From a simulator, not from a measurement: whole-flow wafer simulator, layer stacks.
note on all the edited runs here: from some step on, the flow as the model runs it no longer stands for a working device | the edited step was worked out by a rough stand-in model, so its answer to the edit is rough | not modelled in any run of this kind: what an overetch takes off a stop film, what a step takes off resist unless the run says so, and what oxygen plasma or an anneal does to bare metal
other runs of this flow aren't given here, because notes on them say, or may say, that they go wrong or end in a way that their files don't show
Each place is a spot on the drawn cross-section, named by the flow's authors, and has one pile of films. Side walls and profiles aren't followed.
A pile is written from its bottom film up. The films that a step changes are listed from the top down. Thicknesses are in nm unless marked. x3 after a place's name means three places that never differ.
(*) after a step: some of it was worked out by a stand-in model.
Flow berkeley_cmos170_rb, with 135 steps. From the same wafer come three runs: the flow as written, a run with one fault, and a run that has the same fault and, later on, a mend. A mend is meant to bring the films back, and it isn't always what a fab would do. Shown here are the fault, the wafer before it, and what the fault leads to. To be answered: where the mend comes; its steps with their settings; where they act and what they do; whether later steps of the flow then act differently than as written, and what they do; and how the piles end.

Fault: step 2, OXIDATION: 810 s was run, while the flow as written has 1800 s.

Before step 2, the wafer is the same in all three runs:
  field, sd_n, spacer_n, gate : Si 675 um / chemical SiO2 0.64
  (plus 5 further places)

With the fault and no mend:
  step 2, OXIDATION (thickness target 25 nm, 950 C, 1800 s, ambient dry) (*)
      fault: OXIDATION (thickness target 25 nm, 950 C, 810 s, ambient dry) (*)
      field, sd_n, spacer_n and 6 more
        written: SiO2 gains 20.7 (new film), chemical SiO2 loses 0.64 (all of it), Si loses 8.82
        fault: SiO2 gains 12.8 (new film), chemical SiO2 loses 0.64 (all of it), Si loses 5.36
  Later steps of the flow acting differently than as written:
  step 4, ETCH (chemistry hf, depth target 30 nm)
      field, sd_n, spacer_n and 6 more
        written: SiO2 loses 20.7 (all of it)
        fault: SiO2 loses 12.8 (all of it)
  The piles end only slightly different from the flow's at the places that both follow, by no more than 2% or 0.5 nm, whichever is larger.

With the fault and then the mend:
  After step 2 comes the mend.
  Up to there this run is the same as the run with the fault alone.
  step 2a, OXIDATION (thickness target 25 nm, 950 C, 990 s, ambient dry) (*) (a further turn of the flow's step 2, with different settings)
      field, sd_n, spacer_n and 6 more
        SiO2 gains 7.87, Si loses 3.46
  Every later step of the flow that is run acts as written at every place that is followed.
  At every place that both follow, the piles at the end match the flow's.
